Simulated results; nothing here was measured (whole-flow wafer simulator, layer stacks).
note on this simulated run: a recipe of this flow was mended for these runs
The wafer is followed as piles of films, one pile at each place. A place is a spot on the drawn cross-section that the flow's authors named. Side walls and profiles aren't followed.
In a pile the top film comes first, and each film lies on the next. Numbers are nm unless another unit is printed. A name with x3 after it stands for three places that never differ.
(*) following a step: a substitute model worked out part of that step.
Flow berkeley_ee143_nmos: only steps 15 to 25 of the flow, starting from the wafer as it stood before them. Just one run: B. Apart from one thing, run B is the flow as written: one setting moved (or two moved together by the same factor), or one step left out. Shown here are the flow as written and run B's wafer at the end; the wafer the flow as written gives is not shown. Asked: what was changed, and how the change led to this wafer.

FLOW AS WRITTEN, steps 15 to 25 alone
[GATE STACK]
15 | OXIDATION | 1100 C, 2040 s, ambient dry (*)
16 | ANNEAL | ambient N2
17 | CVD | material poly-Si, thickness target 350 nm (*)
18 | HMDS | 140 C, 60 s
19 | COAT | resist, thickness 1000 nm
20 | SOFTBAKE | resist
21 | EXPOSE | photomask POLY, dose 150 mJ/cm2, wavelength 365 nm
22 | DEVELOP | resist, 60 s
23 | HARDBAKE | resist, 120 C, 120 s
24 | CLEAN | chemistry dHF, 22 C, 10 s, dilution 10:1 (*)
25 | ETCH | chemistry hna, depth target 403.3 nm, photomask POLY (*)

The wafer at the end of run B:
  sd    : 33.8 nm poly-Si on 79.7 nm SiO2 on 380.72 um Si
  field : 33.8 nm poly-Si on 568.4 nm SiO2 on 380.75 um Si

Cause: step 25, ETCH: depth target 316.2 nm was run, while the flow as written has depth target 403.3 nm.

How this came from the change, step by step:
  25 | ETCH | chemistry hna, depth target 403.3 nm, photomask POLY (*)
      sd, contact, field: poly-Si loses 316.2 (it would be, as written: poly-Si loses 350 (all of it), SiO2 loses 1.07)
